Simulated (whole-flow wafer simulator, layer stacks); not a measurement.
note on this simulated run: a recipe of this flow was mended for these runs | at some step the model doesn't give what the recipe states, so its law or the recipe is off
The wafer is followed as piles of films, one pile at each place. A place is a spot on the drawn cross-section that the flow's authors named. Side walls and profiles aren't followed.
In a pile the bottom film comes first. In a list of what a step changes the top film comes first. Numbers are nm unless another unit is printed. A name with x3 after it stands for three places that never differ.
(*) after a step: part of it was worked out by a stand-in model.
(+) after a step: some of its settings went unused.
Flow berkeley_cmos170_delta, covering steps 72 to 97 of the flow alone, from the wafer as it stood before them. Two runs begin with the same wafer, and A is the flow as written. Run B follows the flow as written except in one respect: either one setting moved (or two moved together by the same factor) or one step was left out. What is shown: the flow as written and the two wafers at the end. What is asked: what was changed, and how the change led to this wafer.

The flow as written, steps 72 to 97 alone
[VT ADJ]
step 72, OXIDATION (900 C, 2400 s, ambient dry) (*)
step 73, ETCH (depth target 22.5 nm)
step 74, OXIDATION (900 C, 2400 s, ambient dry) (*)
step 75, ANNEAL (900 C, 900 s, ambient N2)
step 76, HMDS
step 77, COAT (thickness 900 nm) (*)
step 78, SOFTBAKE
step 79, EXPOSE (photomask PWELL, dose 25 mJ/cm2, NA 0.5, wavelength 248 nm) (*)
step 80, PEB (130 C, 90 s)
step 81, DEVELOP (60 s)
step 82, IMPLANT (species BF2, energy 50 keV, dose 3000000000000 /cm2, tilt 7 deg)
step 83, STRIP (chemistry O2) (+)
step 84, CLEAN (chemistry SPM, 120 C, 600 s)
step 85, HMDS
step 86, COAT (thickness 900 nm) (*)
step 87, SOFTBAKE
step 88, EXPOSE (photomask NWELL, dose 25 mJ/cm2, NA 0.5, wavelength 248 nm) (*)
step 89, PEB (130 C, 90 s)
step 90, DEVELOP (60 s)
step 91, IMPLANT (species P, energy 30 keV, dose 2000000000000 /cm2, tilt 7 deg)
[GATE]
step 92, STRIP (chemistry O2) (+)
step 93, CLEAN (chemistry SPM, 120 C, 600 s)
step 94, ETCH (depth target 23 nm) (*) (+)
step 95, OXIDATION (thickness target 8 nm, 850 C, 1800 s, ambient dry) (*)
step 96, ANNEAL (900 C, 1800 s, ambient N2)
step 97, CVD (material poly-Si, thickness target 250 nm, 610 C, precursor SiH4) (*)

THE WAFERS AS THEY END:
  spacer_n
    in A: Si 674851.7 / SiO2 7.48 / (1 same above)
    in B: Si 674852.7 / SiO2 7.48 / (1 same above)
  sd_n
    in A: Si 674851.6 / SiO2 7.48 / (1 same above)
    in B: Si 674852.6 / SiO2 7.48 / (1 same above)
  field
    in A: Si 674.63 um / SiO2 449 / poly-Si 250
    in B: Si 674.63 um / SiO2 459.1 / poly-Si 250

Cause: step 73, ETCH: depth target 12.38 nm was run, while the flow as written has depth target 22.5 nm.

The path from the change to this, step by step:
  step 73, ETCH (depth target 22.5 nm)
      sd_n, spacer_n, gate, sd_p, spacer_p, gate_p, contact, m1: A SiO2 loses 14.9 (all of it) | B SiO2 loses 12.4
      field: A SiO2 loses 22.5 | B SiO2 loses 12.4
  step 74, OXIDATION (900 C, 2400 s, ambient dry) (*)
      sd_n, spacer_n, gate, sd_p, spacer_p, gate_p, contact, m1: A SiO2 gains 14.9 (new film), Si loses 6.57 | B SiO2 gains 12.6, Si loses 5.55
